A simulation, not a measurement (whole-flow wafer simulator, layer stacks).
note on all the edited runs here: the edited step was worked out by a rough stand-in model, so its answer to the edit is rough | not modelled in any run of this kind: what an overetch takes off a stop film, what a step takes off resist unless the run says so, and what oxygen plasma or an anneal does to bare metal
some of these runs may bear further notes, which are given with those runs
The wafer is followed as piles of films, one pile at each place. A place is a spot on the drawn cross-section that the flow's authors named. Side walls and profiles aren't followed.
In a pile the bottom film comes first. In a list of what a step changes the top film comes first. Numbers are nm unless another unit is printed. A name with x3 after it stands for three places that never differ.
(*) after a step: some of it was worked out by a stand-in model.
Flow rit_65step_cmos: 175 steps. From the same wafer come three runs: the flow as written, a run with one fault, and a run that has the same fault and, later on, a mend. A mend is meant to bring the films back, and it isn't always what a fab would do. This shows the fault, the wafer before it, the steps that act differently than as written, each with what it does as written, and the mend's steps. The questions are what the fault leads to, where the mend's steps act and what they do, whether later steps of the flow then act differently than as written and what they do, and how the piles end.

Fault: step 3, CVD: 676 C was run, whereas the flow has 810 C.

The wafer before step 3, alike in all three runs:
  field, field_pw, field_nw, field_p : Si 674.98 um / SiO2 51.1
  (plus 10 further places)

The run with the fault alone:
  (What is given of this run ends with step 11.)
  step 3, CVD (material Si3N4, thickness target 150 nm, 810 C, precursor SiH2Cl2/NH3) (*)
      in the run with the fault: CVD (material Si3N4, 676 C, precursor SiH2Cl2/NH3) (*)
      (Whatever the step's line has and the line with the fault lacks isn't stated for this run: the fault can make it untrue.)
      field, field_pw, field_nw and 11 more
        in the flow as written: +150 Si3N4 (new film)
        in the run with the fault: +12.5 Si3N4 (new film)
  None of the later steps of the flow up to step 11 acts differently than as written at any place that is followed.
  After step 11, at field, field_pw, field_nw and 11 more, the piles differ from the flow's by more than 2% or 0.5 nm, whichever is larger.
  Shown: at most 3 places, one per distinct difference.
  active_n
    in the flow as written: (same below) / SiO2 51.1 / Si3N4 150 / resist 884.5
    in the run with the fault: (same below) / SiO2 51.1 / Si3N4 12.5 / resist 884.5
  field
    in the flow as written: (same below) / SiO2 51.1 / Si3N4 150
    in the run with the fault: (same below) / SiO2 51.1 / Si3N4 12.5

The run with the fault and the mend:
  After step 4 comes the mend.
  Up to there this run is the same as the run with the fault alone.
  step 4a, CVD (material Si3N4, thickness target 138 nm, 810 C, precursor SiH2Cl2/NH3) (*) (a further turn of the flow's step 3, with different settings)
      field, field_pw, field_nw and 11 more
        +138 Si3N4
  None of the later steps of the flow differs from how it acts as written, at any place that is followed, by more than 2% or 0.5 nm, whichever is larger.
  At the end the piles are close to the flow's at the places that both follow, differing by at most 2% or 0.5 nm, whichever is larger.
